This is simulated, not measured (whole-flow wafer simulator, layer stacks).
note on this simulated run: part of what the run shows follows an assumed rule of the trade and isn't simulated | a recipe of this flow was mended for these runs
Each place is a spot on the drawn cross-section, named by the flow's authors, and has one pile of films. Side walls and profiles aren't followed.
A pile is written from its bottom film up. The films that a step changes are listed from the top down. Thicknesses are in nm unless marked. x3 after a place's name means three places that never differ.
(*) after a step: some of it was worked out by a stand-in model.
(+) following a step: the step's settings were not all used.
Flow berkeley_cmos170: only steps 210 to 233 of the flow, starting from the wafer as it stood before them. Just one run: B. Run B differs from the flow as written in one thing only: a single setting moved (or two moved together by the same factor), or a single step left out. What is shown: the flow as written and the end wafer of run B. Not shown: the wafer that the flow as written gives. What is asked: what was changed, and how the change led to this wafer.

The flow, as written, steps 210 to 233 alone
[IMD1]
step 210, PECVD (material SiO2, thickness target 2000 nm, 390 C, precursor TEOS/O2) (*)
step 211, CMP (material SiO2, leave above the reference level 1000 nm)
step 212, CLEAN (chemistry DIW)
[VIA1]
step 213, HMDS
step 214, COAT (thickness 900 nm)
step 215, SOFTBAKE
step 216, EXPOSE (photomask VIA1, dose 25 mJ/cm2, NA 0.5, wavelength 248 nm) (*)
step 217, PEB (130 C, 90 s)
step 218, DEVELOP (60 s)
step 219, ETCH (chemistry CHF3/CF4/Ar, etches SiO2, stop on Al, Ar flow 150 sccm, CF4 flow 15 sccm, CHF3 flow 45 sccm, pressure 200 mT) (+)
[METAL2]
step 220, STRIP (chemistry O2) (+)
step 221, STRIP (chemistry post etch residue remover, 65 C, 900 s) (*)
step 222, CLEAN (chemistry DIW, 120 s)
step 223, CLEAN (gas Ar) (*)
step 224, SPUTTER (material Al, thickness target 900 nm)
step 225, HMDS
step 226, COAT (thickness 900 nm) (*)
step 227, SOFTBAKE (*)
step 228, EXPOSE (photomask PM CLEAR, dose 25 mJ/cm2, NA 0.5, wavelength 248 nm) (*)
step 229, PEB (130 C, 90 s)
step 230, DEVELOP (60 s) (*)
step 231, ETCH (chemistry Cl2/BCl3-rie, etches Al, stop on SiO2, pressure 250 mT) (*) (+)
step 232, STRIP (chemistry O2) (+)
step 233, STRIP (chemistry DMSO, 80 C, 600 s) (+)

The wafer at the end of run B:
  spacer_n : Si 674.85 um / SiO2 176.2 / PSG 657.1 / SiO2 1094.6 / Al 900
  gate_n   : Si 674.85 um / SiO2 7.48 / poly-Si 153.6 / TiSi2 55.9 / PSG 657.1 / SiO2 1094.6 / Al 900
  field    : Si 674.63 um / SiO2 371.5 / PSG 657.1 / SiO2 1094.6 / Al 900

Cause: step 210, PECVD: thickness target 1100 nm was run, while the flow as written has thickness target 2000 nm.

The path from the change to this, step by step:
  step 210, PECVD (material SiO2, thickness target 2000 nm, 390 C, precursor TEOS/O2) (*)
      field, mark, spacer_n and 7 more: SiO2 gains 1100 (new film) (in the flow as written it would be: SiO2 gains 2000 (new film))
      sd_n: SiO2 gains 1072.1 (new film) (in the flow as written it would be: SiO2 gains 2000 (new film))
      (as well as at 2 more places)
  step 211, CMP (material SiO2, leave above the reference level 1000 nm)
      spacer_n, spacer_p: nothing (in the flow as written it would be: SiO2 loses 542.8)
      gate_n, gate_p: nothing (in the flow as written it would be: SiO2 loses 583.6)
      (as well as at 9 more places)
  step 214, COAT (thickness 900 nm)
      sd_n: KrF-resist gains 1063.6 (new film) (in the flow as written it would be: KrF-resist gains 900 (new film))
      spacer_n: KrF-resist gains 867.4 (new film) (in the flow as written it would be: KrF-resist gains 900 (new film))
      (as well as at 9 more places)
  step 217, PEB (130 C, 90 s)
      contact: KrF-resist loses 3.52 (in the flow as written it would be: KrF-resist loses 2)
      m2: KrF-resist loses 1.46 (in the flow as written it would be: KrF-resist loses 2)
  step 218, DEVELOP (60 s)
      via1: KrF-resist loses 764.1 (all of it) (in the flow as written it would be: KrF-resist loses 898 (all of it))
  step 220, STRIP (chemistry O2) (+)
      sd_n: KrF-resist loses 770.8 (all of it) (in the flow as written it would be: KrF-resist loses 607.6 (all of it))
      spacer_n: KrF-resist loses 575.2 (all of it) (in the flow as written it would be: KrF-resist loses 607.6 (all of it))
      (as well as at 8 more places)
  step 224, SPUTTER (material Al, thickness target 900 nm)
      sd_n: Al gains 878 (new film) (in the flow as written it would be: Al gains 900 (new film))
      sd_p: Al gains 848.7 (new film) (in the flow as written it would be: Al gains 900 (new film))
      (as well as at 1 more place)
  step 226, COAT (thickness 900 nm) (*)
      sd_n: KrF-resist gains 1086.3 (new film) (in the flow as written it would be: KrF-resist gains 897.3 (new film))
      spacer_n: KrF-resist gains 868.1 (new film) (in the flow as written it would be: KrF-resist gains 899.9 (new film))
      (as well as at 9 more places)
  step 229, PEB (130 C, 90 s)
      sd_n: KrF-resist loses 2.5 (in the flow as written it would be: KrF-resist loses 1.99)
      sd_p: KrF-resist loses 2.56 (in the flow as written it would be: KrF-resist loses 2)
      (as well as at 2 more places)
  step 232, STRIP (chemistry O2) (+)
      sd_n: KrF-resist loses 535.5 (all of it) (in the flow as written it would be: KrF-resist loses 347 (all of it))
      spacer_n: KrF-resist loses 317.9 (all of it) (in the flow as written it would be: KrF-resist loses 349.7 (all of it))
      (as well as at 9 more places)
